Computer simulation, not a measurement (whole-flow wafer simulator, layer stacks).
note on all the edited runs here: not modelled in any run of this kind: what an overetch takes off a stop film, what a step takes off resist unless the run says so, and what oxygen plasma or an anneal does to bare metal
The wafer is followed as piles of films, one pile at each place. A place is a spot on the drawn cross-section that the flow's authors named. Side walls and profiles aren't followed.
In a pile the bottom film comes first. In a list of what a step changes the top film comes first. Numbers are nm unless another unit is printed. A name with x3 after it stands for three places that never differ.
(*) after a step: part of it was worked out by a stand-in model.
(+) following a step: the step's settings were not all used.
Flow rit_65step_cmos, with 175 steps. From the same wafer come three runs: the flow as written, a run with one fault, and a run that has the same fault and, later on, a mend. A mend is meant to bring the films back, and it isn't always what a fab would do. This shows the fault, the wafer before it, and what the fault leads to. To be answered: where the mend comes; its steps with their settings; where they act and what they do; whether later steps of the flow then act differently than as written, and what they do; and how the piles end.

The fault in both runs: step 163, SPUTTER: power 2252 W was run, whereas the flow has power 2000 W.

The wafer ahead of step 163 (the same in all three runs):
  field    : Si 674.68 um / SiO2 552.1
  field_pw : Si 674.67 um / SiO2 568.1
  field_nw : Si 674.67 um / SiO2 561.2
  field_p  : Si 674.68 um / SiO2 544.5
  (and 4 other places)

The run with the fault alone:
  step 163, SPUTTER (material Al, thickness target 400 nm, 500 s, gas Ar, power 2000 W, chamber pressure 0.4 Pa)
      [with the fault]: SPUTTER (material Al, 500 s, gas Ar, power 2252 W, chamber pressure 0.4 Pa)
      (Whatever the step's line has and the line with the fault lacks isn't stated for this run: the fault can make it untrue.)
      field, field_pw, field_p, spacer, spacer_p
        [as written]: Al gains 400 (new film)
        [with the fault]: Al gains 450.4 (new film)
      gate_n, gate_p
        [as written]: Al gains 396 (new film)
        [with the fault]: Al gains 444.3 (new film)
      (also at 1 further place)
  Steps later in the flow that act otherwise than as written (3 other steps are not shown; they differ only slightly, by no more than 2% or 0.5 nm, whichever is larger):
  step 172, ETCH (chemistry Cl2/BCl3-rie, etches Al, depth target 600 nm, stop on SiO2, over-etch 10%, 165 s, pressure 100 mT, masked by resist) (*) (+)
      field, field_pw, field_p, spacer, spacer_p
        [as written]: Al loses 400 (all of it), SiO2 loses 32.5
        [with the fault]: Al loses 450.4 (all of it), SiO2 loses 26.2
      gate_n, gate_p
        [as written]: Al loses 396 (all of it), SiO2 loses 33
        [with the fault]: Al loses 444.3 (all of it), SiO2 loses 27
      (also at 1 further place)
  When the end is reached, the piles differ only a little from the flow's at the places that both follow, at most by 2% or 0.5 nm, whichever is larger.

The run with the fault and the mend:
  The mend stands after step 164.
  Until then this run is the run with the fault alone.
  step 164a, ETCH (chemistry al pan, depth target 517.8 nm)
      field, field_pw, field_nw, field_p, spacer, spacer_p
        Al loses 450.4 (all of it)
      gate_n, gate_p
        Al loses 444.3 (all of it)
  step 164b, SPUTTER (material Al, thickness target 400 nm, 500 s, gas Ar, power 2000 W, chamber pressure 0.4 Pa) (a further turn of the flow's step 163)
      field, field_pw, field_p, spacer, spacer_p
        Al gains 400 (new film)
      gate_n, gate_p
        Al gains 396 (new film)
      field_nw
        Al gains 397.2 (new film)
  Every later step of the flow that is run acts as written at every place that is followed.
  By the end, the piles equal the flow's at every place that both follow.
